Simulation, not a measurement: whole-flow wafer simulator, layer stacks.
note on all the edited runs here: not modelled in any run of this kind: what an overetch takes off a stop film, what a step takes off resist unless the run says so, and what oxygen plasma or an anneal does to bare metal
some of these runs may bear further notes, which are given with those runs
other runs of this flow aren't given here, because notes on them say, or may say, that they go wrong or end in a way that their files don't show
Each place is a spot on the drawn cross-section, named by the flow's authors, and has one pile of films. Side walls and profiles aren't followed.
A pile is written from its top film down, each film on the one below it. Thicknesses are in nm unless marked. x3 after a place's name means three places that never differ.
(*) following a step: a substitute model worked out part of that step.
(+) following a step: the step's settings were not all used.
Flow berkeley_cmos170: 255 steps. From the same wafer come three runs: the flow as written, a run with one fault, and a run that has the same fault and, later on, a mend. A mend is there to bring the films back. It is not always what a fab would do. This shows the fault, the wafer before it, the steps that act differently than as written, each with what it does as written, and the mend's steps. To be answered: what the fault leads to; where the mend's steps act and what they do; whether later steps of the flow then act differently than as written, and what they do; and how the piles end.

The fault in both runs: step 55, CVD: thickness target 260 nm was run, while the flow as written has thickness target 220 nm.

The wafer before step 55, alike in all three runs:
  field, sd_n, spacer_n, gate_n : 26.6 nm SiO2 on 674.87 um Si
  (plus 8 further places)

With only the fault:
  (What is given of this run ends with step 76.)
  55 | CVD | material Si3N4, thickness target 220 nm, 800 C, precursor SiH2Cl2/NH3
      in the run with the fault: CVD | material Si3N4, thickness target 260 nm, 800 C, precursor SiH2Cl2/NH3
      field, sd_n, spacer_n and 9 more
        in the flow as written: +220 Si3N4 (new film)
        in the run with the fault: +260 Si3N4 (new film)
  Later steps of the flow acting differently than as written (2 other steps are not shown; they differ only slightly, by no more than 2% or 0.5 nm, whichever is larger):
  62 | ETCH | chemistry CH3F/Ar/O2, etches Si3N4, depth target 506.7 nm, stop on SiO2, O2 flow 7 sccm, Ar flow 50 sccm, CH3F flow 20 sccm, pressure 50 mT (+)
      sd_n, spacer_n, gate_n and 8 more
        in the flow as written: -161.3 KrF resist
        in the run with the fault: -188 KrF resist
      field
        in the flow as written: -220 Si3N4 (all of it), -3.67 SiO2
        in the run with the fault: -260 Si3N4 (all of it), -3.67 SiO2
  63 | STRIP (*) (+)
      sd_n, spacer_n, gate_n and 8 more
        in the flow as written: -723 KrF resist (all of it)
        in the run with the fault: -696.4 KrF resist (all of it)
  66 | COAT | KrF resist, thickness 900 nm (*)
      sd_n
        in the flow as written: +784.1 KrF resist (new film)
        in the run with the fault: +764.6 KrF resist (new film)
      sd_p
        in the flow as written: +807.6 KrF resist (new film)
        in the run with the fault: +791.4 KrF resist (new film)
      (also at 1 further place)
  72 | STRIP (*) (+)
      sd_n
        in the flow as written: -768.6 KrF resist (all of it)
        in the run with the fault: -749.2 KrF resist (all of it)
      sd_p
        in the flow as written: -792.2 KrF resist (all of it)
        in the run with the fault: -776 KrF resist (all of it)
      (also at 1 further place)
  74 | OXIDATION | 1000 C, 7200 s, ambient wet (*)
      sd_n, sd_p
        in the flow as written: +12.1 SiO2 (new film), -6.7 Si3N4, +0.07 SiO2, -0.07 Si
        in the run with the fault: +12.1 SiO2 (new film), -6.7 Si3N4
  The piles after step 76 differ from the flow's at sd_n, spacer_n, gate_n and 8 more by more than 2% or 0.5 nm, whichever is larger.
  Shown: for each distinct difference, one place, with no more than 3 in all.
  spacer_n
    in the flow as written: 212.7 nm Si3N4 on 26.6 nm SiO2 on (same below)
    in the run with the fault: 252.8 nm Si3N4 on 26.6 nm SiO2 on (same below)
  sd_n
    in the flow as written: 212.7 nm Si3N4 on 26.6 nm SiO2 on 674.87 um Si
    in the run with the fault: 252.8 nm Si3N4 on 26.6 nm SiO2 on 674.87 um Si

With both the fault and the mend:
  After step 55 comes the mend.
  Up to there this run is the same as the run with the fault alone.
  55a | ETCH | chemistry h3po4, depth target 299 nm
      field, sd_n, spacer_n and 9 more
        -260 Si3N4 (all of it)
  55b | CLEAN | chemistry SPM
      alters no film at any place that is followed
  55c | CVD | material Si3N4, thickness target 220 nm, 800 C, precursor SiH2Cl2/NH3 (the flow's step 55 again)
      field, sd_n, spacer_n and 9 more
        +220 Si3N4 (new film)
  Every later step of the flow that is run acts as written at every place that is followed.
  By the end, the piles equal the flow's at every place that both follow.
